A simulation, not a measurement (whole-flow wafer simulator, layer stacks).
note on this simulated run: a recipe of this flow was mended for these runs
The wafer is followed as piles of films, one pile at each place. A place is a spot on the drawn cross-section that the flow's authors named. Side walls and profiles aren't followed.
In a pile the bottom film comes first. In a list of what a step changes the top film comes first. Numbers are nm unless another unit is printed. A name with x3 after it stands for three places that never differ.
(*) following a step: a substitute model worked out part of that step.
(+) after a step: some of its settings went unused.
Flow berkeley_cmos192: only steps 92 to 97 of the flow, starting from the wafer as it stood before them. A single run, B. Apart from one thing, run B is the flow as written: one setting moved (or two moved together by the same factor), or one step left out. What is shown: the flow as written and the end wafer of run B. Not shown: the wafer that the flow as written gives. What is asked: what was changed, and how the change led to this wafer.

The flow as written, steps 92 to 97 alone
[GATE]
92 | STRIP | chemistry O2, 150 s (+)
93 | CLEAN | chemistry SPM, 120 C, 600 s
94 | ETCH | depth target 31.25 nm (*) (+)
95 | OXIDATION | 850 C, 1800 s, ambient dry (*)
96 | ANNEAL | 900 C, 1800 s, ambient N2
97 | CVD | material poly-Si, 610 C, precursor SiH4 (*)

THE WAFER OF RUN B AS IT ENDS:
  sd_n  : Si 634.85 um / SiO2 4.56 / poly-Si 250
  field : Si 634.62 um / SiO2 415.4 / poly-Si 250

Cause: step 95, OXIDATION: 720 s was run, while the flow as written has 1800 s.

How this came from the change, step by step:
  95 | OXIDATION | 850 C, 1800 s, ambient dry (*)
      sd_n, spacer_n, gate, sd_p, spacer_p x2, contact, m1: +4.56 SiO2 (new film), -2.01 Si (in the flow as written it would be: +7.48 SiO2 (new film), -3.29 Si)
